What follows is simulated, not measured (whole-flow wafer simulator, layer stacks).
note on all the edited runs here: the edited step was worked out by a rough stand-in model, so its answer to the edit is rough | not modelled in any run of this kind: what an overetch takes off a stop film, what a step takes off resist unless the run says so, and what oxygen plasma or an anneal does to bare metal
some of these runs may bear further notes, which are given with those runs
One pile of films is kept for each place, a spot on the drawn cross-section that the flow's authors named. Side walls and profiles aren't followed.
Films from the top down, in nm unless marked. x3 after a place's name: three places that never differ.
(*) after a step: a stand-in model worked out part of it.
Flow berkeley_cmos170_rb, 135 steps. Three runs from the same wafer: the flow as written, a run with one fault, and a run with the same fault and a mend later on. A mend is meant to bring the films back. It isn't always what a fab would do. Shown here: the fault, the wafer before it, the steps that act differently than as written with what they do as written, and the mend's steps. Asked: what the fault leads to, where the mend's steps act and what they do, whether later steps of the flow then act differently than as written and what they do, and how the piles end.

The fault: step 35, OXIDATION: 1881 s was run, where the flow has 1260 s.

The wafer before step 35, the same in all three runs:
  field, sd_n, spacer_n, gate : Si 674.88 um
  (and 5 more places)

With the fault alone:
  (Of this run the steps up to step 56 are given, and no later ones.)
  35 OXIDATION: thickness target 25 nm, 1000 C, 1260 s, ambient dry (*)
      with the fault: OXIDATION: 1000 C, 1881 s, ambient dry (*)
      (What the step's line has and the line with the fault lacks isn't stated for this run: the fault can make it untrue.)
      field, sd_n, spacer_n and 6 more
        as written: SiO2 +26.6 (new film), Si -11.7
        with the fault: SiO2 +33 (new film), Si -14.5
  Later steps of the flow that act differently than as written:
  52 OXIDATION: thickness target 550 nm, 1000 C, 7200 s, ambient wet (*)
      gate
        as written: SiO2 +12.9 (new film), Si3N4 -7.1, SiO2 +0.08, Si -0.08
        with the fault: SiO2 +12.9 (new film), Si3N4 -7.1
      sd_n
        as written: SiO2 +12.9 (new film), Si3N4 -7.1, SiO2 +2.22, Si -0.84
        with the fault: SiO2 +12.9 (new film), Si3N4 -7.1, SiO2 +4.88, Si -1.96
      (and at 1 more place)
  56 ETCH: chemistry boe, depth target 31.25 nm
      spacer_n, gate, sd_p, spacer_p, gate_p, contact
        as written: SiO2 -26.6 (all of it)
        with the fault: SiO2 -31.2
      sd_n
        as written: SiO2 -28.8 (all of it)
        with the fault: SiO2 -31.2
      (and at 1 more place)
  After step 56 the piles differ from the flow's by more than 2% or 0.5 nm, whichever is larger, at sd_n, spacer_n, gate, sd_p, spacer_p, gate_p, contact, m1.
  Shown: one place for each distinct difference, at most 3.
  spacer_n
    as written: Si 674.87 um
    with the fault: SiO2 1.8 / Si 674.87 um
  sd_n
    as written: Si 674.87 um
    with the fault: SiO2 6.68 / Si 674.86 um
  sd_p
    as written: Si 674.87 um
    with the fault: SiO2 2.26 / Si 674.87 um

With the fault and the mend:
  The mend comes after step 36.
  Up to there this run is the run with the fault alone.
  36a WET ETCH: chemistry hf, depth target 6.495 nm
      field, sd_n, spacer_n and 6 more
        SiO2 -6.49
  No later step of the flow acts differently than as written, at any place that is followed, by more than 2% or 0.5 nm, whichever is larger.
  At the end the piles differ from the flow's only slightly at the places that both follow, by at most 2% or 0.5 nm, whichever is larger.
